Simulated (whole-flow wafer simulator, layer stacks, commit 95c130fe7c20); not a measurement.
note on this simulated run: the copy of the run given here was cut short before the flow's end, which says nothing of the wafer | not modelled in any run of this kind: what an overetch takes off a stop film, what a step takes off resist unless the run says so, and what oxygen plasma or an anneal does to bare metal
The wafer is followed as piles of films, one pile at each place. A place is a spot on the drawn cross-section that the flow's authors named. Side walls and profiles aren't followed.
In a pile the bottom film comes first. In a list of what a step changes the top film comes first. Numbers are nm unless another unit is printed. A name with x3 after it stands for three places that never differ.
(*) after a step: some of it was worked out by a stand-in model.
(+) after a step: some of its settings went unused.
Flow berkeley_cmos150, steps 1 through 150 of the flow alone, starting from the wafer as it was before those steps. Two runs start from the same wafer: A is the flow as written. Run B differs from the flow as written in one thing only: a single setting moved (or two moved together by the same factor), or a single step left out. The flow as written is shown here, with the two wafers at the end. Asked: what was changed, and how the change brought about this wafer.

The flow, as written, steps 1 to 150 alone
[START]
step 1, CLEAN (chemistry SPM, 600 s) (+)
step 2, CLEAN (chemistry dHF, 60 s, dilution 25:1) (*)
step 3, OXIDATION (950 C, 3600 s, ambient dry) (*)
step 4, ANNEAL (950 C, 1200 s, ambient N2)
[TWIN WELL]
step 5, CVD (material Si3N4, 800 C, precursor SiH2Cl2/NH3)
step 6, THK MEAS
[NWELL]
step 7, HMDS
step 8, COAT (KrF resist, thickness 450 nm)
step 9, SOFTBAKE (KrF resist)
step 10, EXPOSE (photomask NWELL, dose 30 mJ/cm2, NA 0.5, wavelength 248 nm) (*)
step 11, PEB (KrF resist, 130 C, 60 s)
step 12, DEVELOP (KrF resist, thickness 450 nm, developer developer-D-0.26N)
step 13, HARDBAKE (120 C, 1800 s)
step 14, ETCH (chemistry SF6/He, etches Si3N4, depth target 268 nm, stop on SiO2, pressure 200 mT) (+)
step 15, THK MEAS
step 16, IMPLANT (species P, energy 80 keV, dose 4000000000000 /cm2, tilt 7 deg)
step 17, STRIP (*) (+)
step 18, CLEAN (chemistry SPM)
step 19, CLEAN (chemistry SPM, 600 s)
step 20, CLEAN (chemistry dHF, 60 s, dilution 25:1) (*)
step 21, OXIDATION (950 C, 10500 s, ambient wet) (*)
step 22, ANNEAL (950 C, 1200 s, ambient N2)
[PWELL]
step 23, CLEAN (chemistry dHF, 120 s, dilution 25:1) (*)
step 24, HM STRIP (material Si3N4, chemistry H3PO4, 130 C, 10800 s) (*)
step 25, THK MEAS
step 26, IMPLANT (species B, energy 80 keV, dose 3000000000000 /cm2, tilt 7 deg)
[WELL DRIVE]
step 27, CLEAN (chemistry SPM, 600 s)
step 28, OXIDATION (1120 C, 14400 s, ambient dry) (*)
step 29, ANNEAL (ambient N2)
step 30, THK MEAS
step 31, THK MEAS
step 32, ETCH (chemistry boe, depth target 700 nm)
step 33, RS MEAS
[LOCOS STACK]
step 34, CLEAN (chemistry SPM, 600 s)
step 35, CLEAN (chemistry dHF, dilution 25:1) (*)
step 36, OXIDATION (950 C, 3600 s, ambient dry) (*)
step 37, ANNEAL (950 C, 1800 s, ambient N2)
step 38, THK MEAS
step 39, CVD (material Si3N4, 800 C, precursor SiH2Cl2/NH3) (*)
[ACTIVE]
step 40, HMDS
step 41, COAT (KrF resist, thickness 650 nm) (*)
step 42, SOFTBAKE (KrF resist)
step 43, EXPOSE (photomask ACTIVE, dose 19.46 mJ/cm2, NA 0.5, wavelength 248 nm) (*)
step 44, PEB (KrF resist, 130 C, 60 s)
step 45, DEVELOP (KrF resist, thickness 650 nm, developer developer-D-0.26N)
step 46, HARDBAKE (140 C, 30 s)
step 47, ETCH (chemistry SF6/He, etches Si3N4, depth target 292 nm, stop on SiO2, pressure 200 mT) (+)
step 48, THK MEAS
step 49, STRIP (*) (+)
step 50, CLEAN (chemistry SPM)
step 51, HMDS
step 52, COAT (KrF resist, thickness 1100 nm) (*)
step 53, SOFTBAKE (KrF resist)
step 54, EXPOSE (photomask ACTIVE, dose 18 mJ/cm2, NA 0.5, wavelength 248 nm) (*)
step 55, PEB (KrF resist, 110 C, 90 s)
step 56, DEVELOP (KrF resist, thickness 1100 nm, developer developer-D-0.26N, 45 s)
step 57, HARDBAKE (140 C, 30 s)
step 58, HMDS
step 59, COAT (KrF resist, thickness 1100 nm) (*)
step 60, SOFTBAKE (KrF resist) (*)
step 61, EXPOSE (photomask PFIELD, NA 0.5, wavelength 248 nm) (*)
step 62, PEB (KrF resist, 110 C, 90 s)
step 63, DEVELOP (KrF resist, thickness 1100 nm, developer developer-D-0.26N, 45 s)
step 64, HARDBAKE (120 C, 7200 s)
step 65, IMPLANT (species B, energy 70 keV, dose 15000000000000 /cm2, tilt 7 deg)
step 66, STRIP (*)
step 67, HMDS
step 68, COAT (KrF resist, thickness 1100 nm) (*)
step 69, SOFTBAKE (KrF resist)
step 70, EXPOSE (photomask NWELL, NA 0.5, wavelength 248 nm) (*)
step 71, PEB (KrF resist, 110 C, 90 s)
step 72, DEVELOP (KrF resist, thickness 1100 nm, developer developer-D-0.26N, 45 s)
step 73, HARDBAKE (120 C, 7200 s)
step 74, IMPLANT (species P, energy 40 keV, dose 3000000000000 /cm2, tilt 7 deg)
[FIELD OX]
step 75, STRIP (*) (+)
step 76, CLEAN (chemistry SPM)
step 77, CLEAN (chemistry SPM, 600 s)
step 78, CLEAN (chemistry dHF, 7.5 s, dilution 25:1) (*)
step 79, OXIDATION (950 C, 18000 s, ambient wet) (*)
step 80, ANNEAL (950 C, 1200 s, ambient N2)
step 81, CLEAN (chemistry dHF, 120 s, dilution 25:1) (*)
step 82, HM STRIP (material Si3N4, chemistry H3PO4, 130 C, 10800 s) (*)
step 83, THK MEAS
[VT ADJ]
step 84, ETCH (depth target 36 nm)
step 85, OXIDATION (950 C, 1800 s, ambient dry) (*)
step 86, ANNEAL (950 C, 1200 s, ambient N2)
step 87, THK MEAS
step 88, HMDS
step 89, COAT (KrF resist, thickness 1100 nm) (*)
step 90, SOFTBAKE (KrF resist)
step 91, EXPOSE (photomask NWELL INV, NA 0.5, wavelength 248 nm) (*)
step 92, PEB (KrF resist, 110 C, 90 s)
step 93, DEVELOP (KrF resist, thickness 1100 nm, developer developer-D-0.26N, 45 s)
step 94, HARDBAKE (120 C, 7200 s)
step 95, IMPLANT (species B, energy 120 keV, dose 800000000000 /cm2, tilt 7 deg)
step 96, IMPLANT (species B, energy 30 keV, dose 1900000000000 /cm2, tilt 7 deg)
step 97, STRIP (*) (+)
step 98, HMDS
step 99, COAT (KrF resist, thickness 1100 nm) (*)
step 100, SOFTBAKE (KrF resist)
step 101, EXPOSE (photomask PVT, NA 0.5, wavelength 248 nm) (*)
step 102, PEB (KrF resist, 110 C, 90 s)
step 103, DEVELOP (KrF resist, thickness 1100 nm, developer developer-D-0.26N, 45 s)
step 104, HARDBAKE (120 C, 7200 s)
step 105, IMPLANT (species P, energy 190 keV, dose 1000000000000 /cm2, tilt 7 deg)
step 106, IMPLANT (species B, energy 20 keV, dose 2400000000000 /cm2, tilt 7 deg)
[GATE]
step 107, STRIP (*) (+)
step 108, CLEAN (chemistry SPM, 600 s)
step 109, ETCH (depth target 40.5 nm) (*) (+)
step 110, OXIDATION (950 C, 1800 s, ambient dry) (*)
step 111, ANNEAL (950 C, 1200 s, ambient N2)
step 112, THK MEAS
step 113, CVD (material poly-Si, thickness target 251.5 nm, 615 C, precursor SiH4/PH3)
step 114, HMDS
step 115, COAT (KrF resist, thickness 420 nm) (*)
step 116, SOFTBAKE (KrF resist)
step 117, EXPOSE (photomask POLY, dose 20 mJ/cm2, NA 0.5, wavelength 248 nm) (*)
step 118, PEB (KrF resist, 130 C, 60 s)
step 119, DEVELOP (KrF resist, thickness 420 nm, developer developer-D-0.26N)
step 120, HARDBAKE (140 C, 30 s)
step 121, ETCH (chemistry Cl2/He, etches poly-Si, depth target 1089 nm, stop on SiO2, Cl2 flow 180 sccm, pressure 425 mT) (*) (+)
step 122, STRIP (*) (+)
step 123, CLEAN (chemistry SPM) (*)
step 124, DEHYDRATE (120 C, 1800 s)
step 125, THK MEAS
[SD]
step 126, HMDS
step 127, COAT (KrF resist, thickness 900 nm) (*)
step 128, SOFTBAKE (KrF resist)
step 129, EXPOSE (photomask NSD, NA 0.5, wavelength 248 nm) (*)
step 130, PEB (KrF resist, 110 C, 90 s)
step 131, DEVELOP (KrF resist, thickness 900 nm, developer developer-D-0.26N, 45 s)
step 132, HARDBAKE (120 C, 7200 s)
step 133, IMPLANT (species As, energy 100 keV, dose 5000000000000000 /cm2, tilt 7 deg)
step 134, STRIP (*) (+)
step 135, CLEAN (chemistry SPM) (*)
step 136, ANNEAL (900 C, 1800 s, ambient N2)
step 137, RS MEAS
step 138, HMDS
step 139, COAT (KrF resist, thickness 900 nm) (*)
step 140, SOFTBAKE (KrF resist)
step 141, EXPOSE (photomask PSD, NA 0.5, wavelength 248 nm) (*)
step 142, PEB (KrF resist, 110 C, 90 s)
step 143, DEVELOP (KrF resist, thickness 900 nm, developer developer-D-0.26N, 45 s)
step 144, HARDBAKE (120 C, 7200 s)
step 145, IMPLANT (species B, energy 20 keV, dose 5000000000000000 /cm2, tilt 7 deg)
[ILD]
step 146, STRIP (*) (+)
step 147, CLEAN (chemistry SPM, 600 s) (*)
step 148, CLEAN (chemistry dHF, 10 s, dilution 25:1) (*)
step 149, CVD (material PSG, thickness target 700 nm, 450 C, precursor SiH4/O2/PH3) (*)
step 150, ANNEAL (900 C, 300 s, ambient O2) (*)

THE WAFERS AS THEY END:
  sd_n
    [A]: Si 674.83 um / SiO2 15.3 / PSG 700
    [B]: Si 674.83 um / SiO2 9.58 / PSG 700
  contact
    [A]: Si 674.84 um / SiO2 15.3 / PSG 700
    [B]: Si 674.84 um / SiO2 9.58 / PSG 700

Cause: step 136, ANNEAL: 900 C, 1800 s, ambient N2, was not run.

The path from the change to this, step by step:
  step 148, CLEAN (chemistry dHF, 10 s, dilution 25:1) (*)
      sd_n, contact: A SiO2 loses 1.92 | B SiO2 loses 7.65
